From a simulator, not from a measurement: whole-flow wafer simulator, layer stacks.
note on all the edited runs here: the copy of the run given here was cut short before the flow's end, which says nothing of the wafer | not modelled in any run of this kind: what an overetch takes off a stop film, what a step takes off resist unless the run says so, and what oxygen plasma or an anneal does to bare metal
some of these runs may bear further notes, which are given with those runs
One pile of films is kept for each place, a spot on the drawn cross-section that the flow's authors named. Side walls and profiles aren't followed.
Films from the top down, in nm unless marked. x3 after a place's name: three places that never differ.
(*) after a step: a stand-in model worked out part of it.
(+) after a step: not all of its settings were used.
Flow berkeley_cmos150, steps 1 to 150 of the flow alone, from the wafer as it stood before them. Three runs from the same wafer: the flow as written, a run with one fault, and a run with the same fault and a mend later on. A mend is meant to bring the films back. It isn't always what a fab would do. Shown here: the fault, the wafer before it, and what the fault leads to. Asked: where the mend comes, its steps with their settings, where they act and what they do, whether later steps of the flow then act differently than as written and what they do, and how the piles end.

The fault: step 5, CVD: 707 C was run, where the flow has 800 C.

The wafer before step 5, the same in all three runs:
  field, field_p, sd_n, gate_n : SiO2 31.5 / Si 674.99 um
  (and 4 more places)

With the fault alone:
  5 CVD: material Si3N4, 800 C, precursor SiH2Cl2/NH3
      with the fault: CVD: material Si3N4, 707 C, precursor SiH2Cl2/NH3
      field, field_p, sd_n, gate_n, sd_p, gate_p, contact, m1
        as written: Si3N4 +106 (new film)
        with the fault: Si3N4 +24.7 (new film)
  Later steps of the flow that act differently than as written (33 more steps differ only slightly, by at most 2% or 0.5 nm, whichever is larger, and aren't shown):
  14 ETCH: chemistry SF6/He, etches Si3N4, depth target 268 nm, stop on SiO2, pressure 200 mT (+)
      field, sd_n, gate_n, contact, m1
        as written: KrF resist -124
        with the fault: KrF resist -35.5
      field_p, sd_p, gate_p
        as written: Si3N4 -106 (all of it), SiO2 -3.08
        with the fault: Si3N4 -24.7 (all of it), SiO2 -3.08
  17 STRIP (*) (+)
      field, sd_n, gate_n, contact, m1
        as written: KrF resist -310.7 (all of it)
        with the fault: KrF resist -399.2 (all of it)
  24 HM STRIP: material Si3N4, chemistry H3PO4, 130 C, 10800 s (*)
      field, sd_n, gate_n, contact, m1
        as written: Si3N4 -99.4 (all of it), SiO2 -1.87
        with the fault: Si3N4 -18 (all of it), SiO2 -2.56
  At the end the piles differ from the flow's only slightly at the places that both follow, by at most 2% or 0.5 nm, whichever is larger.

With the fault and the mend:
  The mend comes after step 6.
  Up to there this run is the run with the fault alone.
  6a ETCH: chemistry h3po4, depth target 28.36 nm
      field, field_p, sd_n, gate_n, sd_p, gate_p, contact, m1
        Si3N4 -24.7 (all of it)
  6b CLEAN: chemistry SPM, 600 s (the flow's step 1 once more)
      changes no film at any place that is followed
  6c CVD: material Si3N4, 800 C, precursor SiH2Cl2/NH3 (the flow's step 5 once more)
      field, field_p, sd_n, gate_n, sd_p, gate_p, contact, m1
        Si3N4 +106 (new film)
  No later step of the flow acts differently than as written at any place that is followed.
  At the end the piles are the same as the flow's at every place that both follow.
